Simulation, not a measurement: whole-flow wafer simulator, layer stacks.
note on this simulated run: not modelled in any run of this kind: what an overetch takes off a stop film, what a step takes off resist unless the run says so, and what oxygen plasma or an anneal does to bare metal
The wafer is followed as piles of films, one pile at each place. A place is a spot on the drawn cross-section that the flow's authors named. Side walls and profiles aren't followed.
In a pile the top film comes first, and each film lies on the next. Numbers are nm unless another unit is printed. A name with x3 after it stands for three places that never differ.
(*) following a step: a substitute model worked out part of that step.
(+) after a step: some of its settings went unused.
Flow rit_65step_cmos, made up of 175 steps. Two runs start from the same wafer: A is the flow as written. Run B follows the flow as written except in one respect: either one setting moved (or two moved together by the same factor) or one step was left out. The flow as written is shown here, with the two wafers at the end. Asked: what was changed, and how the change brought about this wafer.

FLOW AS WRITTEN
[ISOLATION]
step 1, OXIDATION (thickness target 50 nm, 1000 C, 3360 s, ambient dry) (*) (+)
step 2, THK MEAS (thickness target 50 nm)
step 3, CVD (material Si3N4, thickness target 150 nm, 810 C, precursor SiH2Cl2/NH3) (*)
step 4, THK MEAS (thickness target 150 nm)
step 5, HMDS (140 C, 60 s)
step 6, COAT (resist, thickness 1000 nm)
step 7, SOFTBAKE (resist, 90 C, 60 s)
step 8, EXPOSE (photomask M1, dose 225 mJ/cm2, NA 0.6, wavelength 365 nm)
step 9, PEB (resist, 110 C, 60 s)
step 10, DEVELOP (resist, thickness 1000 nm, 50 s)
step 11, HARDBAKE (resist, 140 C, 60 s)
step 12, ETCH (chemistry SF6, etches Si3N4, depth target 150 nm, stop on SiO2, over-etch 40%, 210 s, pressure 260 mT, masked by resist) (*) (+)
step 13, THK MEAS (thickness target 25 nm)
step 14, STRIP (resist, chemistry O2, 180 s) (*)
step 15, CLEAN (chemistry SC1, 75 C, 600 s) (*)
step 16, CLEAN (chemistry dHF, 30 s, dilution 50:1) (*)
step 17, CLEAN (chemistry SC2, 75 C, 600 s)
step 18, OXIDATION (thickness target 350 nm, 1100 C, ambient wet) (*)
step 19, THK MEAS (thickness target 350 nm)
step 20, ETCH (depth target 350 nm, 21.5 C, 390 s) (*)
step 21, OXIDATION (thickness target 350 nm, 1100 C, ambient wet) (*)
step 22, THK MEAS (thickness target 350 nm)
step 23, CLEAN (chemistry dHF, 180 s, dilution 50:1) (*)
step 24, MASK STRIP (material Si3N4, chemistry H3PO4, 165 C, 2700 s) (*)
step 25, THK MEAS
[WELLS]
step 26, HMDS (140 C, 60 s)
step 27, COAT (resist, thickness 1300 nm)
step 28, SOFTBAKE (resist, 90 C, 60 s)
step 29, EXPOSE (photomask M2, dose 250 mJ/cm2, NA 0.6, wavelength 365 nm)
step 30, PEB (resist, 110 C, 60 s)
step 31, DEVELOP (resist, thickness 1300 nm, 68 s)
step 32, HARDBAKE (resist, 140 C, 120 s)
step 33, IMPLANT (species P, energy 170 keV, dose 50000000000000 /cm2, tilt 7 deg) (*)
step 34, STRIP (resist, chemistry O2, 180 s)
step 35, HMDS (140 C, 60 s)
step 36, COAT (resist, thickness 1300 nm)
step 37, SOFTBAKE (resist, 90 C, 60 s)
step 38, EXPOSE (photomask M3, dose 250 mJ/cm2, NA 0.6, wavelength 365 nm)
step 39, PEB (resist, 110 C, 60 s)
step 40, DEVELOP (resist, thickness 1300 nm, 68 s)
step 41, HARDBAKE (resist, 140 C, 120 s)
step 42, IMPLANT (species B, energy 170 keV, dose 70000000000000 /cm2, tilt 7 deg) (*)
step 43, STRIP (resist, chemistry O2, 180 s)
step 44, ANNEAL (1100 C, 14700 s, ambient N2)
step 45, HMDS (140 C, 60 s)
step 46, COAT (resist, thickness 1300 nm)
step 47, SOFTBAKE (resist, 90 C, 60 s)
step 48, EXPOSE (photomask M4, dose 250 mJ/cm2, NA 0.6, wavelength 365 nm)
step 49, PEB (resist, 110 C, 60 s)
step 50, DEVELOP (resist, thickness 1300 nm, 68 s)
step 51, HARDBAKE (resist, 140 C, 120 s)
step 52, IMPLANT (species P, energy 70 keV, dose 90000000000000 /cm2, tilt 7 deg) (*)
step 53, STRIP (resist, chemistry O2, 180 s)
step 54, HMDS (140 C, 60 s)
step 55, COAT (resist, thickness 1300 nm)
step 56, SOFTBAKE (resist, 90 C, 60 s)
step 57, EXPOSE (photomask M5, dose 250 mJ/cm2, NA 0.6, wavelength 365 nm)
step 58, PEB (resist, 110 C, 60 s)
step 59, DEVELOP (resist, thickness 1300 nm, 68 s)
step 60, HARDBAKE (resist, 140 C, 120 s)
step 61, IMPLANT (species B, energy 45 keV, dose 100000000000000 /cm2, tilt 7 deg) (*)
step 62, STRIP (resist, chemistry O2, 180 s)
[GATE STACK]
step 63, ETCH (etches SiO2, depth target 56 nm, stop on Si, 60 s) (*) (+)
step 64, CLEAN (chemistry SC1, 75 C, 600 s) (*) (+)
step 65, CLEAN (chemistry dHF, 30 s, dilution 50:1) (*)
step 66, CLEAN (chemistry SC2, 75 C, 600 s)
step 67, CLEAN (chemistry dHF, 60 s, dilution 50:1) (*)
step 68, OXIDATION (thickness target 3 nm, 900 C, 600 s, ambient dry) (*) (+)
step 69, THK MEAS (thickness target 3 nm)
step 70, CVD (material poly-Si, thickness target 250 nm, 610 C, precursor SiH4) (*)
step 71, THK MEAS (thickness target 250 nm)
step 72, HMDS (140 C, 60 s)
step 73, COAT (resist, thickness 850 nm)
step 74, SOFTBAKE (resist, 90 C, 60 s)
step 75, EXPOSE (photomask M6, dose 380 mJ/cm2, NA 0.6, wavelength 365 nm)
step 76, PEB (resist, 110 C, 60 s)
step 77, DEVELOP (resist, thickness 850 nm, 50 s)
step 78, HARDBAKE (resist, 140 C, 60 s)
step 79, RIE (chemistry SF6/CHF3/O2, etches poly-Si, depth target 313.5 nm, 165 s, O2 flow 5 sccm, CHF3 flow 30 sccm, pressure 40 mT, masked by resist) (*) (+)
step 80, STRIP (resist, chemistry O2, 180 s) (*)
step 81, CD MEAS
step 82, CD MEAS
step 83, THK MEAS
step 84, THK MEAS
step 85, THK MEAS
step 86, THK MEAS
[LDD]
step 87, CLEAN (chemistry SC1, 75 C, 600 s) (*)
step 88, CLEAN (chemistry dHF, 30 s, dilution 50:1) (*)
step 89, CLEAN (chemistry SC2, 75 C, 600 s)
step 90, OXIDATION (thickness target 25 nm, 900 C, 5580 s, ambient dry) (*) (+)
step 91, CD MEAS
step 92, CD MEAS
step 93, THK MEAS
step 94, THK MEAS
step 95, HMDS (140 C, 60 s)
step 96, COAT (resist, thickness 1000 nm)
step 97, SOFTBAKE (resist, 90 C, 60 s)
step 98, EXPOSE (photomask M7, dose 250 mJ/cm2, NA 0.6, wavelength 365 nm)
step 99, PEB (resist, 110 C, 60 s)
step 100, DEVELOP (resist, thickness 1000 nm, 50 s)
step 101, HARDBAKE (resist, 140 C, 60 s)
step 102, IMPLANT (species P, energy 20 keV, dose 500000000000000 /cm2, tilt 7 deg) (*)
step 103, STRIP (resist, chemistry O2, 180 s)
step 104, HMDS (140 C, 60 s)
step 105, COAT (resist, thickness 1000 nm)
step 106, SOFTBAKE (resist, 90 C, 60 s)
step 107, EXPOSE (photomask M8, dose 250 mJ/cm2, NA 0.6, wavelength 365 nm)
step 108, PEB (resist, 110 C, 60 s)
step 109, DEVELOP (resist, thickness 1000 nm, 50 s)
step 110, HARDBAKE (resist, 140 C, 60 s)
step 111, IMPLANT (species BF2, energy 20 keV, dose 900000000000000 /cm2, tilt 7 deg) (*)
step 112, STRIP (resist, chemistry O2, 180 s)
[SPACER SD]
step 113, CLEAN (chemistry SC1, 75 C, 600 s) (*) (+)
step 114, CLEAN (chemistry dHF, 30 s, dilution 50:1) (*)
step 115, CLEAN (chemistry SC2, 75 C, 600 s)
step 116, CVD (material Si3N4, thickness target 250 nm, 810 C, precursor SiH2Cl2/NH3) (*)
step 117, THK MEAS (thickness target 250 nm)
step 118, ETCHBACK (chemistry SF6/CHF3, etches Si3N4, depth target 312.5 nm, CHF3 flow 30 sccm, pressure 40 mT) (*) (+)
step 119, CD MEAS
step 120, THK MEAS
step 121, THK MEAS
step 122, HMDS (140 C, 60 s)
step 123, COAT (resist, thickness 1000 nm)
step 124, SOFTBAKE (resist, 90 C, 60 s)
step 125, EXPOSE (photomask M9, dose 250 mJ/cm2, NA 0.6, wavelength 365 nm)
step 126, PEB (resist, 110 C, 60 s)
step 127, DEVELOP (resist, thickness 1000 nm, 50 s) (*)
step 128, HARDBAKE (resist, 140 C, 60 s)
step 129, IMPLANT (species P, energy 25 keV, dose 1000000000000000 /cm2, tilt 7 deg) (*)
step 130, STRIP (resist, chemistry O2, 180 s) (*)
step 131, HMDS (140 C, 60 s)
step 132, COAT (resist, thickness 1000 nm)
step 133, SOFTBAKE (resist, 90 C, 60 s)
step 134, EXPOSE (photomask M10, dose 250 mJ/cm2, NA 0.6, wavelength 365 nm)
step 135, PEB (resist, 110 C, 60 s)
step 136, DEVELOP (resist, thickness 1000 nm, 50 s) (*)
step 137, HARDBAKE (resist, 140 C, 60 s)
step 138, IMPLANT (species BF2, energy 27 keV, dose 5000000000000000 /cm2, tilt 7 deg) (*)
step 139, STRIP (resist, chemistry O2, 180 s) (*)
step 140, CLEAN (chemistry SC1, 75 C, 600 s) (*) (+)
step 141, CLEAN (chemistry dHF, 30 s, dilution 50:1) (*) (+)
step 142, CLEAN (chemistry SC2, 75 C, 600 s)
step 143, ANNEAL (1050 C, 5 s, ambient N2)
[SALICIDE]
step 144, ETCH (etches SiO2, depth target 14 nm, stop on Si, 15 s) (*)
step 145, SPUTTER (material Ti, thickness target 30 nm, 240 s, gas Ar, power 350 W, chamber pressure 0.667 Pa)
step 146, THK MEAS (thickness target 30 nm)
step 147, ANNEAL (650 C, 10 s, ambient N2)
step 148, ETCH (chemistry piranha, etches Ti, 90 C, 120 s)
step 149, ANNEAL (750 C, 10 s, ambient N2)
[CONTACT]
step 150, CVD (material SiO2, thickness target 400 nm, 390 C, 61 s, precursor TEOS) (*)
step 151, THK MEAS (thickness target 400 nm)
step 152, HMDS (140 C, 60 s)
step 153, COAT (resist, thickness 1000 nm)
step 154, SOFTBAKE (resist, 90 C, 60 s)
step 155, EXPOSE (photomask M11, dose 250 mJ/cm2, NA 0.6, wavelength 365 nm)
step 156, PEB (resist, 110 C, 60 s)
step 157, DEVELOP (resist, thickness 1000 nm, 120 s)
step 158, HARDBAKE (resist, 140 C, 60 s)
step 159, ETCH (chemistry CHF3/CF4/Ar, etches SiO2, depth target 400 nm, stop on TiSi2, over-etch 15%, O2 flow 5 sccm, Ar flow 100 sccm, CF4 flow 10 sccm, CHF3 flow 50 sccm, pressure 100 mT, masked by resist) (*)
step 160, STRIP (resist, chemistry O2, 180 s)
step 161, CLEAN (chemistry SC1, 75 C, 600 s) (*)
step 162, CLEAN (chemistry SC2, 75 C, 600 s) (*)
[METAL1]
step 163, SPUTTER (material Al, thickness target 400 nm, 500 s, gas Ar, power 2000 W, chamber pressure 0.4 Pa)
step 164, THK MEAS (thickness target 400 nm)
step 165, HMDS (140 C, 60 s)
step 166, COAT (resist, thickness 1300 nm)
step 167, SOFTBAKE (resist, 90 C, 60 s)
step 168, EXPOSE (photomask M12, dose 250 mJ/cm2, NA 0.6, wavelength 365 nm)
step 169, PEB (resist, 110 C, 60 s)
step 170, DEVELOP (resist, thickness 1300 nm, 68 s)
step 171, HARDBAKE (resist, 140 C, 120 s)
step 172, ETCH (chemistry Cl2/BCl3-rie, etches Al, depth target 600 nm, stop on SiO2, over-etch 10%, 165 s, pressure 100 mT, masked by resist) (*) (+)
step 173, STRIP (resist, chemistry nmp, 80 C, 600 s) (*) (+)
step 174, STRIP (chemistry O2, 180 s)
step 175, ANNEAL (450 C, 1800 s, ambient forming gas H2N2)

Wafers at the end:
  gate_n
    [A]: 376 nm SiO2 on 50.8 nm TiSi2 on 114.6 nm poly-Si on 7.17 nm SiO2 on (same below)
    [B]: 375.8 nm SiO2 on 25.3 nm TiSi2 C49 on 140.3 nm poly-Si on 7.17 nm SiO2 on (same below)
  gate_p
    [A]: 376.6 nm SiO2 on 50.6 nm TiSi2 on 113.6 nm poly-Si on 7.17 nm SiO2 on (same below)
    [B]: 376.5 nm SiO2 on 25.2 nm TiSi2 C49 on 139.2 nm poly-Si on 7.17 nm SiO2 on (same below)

What caused this: step 145, SPUTTER: thickness target 14 nm was run, while the flow as written has thickness target 30 nm.

The path from the change to this, step by step:
  step 145, SPUTTER (material Ti, thickness target 30 nm, 240 s, gas Ar, power 350 W, chamber pressure 0.667 Pa)
      field, field_pw, field_nw, field_p, spacer, spacer_p: A Ti gains 30 (new film) | B Ti gains 14 (new film)
      gate_n: A Ti gains 27.3 (new film) | B Ti gains 12.8 (new film)
      (also at 1 further place)
  step 147, ANNEAL (650 C, 10 s, ambient N2)
      gate_n: A Ti loses 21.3, TiSi first gains 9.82 (new film), TiSi2 C49 gains 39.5 (new film), poly-Si loses 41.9 | B Ti loses 9.98, TiSi2 C49 gains 25.4 (new film), poly-Si loses 22.7
      gate_p: A Ti loses 21.2, TiSi first gains 9.56 (new film), TiSi2 C49 gains 39.6 (new film), poly-Si loses 41.9 | B Ti loses 9.94, TiSi2 C49 gains 25.3 (new film), poly-Si loses 22.6
  step 148, ETCH (chemistry piranha, etches Ti, 90 C, 120 s)
      gate_n: A Ti loses 6 (all of it), TiSi first loses 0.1 | B Ti loses 2.81 (all of it), TiSi2 C49 loses 0.11
      gate_p: A Ti loses 5.97 (all of it), TiSi first loses 0.1 | B Ti loses 2.8 (all of it), TiSi2 C49 loses 0.11
      (also at 6 further places)
  step 149, ANNEAL (750 C, 10 s, ambient N2)
      gate_n: A TiSi2 gains 50.8 (new film), TiSi first loses 9.72 (all of it), TiSi2 C49 loses 39.5 (all of it), poly-Si loses 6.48 | B nothing
      gate_p: A TiSi2 gains 50.6 (new film), TiSi first loses 9.46 (all of it), TiSi2 C49 loses 39.6 (all of it), poly-Si loses 6.31 | B nothing
